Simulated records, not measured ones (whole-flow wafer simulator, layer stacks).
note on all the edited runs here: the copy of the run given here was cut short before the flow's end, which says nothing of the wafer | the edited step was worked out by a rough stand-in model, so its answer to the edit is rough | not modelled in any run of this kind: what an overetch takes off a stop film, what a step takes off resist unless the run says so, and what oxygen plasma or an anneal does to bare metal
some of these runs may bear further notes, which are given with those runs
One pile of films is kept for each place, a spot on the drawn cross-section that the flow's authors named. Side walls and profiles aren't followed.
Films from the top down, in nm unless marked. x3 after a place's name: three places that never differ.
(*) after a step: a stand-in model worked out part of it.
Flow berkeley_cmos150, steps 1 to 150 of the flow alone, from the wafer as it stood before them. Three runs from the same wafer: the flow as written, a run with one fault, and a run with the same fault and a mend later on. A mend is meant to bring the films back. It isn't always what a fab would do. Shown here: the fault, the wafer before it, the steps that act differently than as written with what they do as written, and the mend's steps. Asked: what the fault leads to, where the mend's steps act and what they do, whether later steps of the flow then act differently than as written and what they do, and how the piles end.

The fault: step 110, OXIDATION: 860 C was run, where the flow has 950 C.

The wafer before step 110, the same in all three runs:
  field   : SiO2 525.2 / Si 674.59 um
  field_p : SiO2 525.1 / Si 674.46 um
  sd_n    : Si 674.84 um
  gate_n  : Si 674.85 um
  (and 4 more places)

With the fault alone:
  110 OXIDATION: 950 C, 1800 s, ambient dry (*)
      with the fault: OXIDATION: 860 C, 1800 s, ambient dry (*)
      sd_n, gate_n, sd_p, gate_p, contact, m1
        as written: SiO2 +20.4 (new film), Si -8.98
        with the fault: SiO2 +8.3 (new film), Si -3.65
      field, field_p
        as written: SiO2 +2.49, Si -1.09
        with the fault: SiO2 +0.53, Si -0.24
  Later steps of the flow that act differently than as written (16 more steps differ only slightly, by at most 2% or 0.5 nm, whichever is larger, and aren't shown):
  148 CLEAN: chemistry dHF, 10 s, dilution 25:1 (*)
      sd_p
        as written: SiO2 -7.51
        with the fault: SiO2 -5.11 (all of it)
  At the end the piles differ from the flow's by more than 2% or 0.5 nm, whichever is larger, at sd_n, gate_n, sd_p, gate_p, contact, m1.
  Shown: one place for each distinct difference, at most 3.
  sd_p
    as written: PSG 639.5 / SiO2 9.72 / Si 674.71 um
    with the fault: PSG 640.1 / Si 674.71 um
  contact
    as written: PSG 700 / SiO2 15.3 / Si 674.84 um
    with the fault: PSG 700 / SiO2 3.2 / Si 674.84 um
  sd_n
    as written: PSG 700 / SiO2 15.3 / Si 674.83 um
    with the fault: PSG 700 / SiO2 3.2 / Si 674.83 um

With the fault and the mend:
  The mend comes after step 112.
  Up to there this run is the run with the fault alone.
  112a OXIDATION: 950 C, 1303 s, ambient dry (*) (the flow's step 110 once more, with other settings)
      sd_n, gate_n, sd_p, gate_p, contact, m1
        SiO2 +12.3, Si -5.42
      field, field_p
        SiO2 +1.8, Si -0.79
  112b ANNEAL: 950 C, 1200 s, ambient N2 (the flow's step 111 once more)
      changes no film at any place that is followed
  No later step of the flow acts differently than as written, at any place that is followed, by more than 2% or 0.5 nm, whichever is larger.
  At the end the piles differ from the flow's only slightly at the places that both follow, by at most 2% or 0.5 nm, whichever is larger.
